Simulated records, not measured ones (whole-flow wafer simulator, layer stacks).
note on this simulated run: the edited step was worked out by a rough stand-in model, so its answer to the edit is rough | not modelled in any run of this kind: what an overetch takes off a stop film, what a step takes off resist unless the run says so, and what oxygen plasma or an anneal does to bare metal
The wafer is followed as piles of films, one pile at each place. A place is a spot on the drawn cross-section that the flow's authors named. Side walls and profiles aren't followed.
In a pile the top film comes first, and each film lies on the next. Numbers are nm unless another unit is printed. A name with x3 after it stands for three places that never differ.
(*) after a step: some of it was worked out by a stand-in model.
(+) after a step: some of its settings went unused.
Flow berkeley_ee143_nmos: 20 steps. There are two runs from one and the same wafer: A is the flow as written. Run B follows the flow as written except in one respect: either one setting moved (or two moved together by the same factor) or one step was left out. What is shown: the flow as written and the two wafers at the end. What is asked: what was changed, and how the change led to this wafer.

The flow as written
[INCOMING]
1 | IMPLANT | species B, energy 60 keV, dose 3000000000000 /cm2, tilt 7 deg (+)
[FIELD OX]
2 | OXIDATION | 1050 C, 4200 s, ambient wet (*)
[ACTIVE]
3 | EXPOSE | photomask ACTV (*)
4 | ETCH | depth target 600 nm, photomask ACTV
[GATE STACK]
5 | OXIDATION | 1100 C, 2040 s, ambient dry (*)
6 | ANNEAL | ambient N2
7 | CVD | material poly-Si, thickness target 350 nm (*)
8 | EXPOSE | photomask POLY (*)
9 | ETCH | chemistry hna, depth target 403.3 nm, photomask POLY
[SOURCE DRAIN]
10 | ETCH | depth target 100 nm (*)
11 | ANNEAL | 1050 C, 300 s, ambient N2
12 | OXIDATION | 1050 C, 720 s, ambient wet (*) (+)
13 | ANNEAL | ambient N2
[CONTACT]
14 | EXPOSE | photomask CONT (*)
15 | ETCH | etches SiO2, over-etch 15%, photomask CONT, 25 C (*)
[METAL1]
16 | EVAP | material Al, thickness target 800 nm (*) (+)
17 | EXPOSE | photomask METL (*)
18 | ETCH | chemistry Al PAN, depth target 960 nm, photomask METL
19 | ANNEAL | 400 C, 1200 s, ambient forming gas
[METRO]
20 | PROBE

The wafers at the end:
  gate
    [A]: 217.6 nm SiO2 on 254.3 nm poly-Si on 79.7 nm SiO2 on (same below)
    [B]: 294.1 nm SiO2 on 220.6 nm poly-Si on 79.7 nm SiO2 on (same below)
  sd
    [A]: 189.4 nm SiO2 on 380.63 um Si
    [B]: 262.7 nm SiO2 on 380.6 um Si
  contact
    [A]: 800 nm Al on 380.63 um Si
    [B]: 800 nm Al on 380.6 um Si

What caused this: step 12, OXIDATION: 1152 s was run, whereas the flow has 720 s.

The path from the change to this, step by step:
  12 | OXIDATION | 1050 C, 720 s, ambient wet (*) (+)
      sd, contact: A +189.4 SiO2 (new film), -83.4 Si | B +262.7 SiO2 (new film), -115.6 Si
      gate: A +217.6 SiO2 (new film), -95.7 poly-Si | B +294.1 SiO2 (new film), -129.4 poly-Si
      (and at 1 other place as well)
  15 | ETCH | etches SiO2, over-etch 15%, photomask CONT, 25 C (*)
      contact: A -189.4 SiO2 (all of it) | B -262.7 SiO2 (all of it)
